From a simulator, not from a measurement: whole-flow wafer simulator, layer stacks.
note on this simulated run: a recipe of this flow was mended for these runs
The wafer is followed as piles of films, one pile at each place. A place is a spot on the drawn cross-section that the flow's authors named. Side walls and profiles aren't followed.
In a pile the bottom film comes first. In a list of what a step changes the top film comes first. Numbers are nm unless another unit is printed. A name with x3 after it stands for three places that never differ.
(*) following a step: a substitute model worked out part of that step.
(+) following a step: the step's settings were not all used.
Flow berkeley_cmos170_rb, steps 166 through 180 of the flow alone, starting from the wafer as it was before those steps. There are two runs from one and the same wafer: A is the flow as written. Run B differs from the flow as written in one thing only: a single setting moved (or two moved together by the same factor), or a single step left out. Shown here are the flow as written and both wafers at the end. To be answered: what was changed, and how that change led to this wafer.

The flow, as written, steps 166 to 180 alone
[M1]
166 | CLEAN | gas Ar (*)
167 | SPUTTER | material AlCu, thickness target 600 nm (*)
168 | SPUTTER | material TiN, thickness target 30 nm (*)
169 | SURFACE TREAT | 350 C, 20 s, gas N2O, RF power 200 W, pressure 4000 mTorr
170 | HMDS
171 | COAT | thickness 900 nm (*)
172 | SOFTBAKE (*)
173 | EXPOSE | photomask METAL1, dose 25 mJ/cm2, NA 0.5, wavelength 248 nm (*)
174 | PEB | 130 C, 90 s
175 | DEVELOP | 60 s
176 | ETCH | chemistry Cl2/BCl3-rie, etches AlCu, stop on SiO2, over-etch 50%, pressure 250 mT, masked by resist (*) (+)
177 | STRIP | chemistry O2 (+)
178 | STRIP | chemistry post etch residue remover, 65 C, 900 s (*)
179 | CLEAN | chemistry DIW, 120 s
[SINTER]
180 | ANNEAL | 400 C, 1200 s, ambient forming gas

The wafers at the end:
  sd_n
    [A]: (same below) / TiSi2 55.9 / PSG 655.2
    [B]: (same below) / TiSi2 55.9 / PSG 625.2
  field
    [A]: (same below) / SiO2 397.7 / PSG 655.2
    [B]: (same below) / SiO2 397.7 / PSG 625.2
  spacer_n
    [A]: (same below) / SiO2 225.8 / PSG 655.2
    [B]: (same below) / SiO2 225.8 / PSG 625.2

What caused this: step 167, SPUTTER: thickness target 360 nm was run, while the flow as written has thickness target 600 nm.

How this came from the change, step by step:
  167 | SPUTTER | material AlCu, thickness target 600 nm (*)
      field, sd_n, spacer_n, gate, spacer_p, gate_p, m1: A +600 AlCu (new film) | B +360 AlCu (new film)
      sd_p: A +549.6 AlCu (new film) | B +323.5 AlCu (new film)
      (and at 1 other place as well)
  168 | SPUTTER | material TiN, thickness target 30 nm (*)
      contact: A +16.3 TiN (new film) | B +18.5 TiN (new film)
  171 | COAT | thickness 900 nm (*)
      contact: A +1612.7 KrF-resist (new film) | B +1535.1 KrF-resist (new film)
  176 | ETCH | chemistry Cl2/BCl3-rie, etches AlCu, stop on SiO2, over-etch 50%, pressure 250 mT, masked by resist (*) (+)
      field, sd_n, spacer_n, gate, spacer_p, gate_p: A -30 TiN (all of it), -600 AlCu (all of it), -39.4 PSG | B -30 TiN (all of it), -360 AlCu (all of it), -69.4 PSG
      sd_p: A -25.8 TiN (all of it), -549.6 AlCu (all of it), -46.2 PSG | B -26.1 TiN (all of it), -323.5 AlCu (all of it), -74.4 PSG
  177 | STRIP | chemistry O2 (+)
      contact: A -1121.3 KrF-resist (all of it) | B -1043.9 KrF-resist (all of it)
